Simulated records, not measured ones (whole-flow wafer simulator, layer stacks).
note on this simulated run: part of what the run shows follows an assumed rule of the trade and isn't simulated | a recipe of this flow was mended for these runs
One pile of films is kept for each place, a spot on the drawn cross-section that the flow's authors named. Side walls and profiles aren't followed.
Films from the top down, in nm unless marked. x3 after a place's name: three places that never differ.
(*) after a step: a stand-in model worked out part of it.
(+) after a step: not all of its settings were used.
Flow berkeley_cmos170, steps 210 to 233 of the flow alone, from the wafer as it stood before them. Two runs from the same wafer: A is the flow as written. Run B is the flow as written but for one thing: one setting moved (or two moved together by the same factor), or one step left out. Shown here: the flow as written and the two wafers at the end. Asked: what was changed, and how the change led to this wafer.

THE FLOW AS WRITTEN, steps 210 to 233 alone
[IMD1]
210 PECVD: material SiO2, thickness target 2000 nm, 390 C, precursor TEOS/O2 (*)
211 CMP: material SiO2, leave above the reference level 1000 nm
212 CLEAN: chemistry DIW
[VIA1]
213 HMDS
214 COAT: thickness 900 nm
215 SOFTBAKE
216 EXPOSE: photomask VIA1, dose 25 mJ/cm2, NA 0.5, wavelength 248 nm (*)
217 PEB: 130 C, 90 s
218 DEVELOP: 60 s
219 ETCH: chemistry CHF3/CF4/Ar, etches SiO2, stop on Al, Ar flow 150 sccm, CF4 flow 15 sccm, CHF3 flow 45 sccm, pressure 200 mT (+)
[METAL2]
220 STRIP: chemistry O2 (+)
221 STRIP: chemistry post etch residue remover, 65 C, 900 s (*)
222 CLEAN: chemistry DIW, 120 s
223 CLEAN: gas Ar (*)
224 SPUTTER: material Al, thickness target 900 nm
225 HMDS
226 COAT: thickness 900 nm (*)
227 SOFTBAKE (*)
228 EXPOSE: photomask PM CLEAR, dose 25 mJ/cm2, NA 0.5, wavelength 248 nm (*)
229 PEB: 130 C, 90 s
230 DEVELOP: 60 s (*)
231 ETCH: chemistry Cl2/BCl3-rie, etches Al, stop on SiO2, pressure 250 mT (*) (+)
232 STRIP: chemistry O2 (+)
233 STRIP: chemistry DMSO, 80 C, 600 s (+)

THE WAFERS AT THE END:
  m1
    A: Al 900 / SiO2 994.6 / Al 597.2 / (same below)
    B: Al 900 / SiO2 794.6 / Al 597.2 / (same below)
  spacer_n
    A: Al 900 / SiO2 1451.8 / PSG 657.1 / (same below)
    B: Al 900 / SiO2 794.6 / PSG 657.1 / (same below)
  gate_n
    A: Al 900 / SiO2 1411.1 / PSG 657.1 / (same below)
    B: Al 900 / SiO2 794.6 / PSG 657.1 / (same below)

The cause: step 210, PECVD: thickness target 800 nm was run, where the flow has thickness target 2000 nm.

How the change led to this, step by step:
  210 PECVD: material SiO2, thickness target 2000 nm, 390 C, precursor TEOS/O2 (*)
      field, mark, spacer_n and 7 more: A SiO2 +2000 (new film) | B SiO2 +800 (new film)
      sd_n: A SiO2 +2000 (new film) | B SiO2 +781.2 (new film)
      (and at 2 more places)
  211 CMP: material SiO2, leave above the reference level 1000 nm
      m1, via1, m2, via2: A SiO2 -1000 | B nothing
      spacer_n, spacer_p: A SiO2 -542.8 | B nothing
      (and at 7 more places)
  214 COAT: thickness 900 nm
      sd_n: A KrF-resist +900 (new film) | B KrF-resist +1051.3 (new film)
      spacer_n: A KrF-resist +900 (new film) | B KrF-resist +864.6 (new film)
      (and at 9 more places)
  217 PEB: 130 C, 90 s
      contact: A KrF-resist -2 | B KrF-resist -3.33
      m2: A KrF-resist -2 | B KrF-resist -1.33
      (and at 1 more place)
  218 DEVELOP: 60 s
      via1: A KrF-resist -898 (all of it) | B KrF-resist -716.9 (all of it)
  219 ETCH: chemistry CHF3/CF4/Ar, etches SiO2, stop on Al, Ar flow 150 sccm, CF4 flow 15 sccm, CHF3 flow 45 sccm, pressure 200 mT (+)
      field, mark, sd_n and 9 more: A KrF-resist -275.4 | B KrF-resist -225.4
      via1: A SiO2 -1000 (all of it), Al -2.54 | B SiO2 -800 (all of it), Al -2.54
  220 STRIP: chemistry O2 (+)
      field: A KrF-resist -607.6 (all of it) | B KrF-resist -648.6 (all of it)
      mark: A KrF-resist -607.6 (all of it) | B KrF-resist -657.6 (all of it)
      (and at 9 more places)
  224 SPUTTER: material Al, thickness target 900 nm
      sd_n: A Al +900 (new film) | B Al +880.2 (new film)
      sd_p: A Al +900 (new film) | B Al +857.6 (new film)
      (and at 2 more places)
  226 COAT: thickness 900 nm (*)
      sd_n: A KrF-resist +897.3 (new film) | B KrF-resist +1071 (new film)
      spacer_n: A KrF-resist +899.9 (new film) | B KrF-resist +864.5 (new film)
      (and at 9 more places)
  229 PEB: 130 C, 90 s
      contact: A KrF-resist -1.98 | B KrF-resist -3.69
      via1: A KrF-resist -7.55 | B KrF-resist -5.37
      (and at 2 more places)
  232 STRIP: chemistry O2 (+)
      field: A KrF-resist -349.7 (all of it) | B KrF-resist -340.9 (all of it)
      sd_n: A KrF-resist -347 (all of it) | B KrF-resist -520.3 (all of it)
      (and at 10 more places)
